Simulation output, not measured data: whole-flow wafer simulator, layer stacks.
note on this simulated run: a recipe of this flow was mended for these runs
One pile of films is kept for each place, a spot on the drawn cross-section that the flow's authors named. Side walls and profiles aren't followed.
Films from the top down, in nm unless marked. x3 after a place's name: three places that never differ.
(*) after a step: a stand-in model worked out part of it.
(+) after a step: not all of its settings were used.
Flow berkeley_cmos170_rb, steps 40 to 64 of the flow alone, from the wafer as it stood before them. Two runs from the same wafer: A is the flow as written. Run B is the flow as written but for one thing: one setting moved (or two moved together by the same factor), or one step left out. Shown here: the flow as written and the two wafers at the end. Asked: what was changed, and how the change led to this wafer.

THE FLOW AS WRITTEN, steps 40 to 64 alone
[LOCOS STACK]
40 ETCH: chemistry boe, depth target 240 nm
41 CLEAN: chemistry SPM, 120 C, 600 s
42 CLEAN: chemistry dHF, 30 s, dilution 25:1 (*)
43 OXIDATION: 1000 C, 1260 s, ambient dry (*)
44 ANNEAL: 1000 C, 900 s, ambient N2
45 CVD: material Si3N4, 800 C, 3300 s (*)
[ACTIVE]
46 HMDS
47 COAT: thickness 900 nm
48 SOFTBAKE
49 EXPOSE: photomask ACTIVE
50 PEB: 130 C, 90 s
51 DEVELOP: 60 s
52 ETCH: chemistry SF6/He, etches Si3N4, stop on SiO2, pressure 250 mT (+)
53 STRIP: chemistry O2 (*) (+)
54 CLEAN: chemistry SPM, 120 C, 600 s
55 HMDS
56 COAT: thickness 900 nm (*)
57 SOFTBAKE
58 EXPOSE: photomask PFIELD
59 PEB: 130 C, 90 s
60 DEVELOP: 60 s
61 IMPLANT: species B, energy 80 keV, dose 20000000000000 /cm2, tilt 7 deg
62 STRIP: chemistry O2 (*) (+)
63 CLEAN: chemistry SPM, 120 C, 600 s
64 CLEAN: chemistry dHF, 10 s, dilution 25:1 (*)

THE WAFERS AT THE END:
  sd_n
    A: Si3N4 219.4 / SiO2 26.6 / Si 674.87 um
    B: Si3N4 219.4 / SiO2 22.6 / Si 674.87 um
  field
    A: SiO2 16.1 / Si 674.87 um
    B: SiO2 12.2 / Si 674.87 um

The cause: step 43, OXIDATION: 929 s was run, where the flow has 1260 s.

How the change led to this, step by step:
  43 OXIDATION: 1000 C, 1260 s, ambient dry (*)
      field, sd_n, spacer_n and 6 more: A SiO2 +26.6 (new film), Si -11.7 | B SiO2 +22.6 (new film), Si -9.94
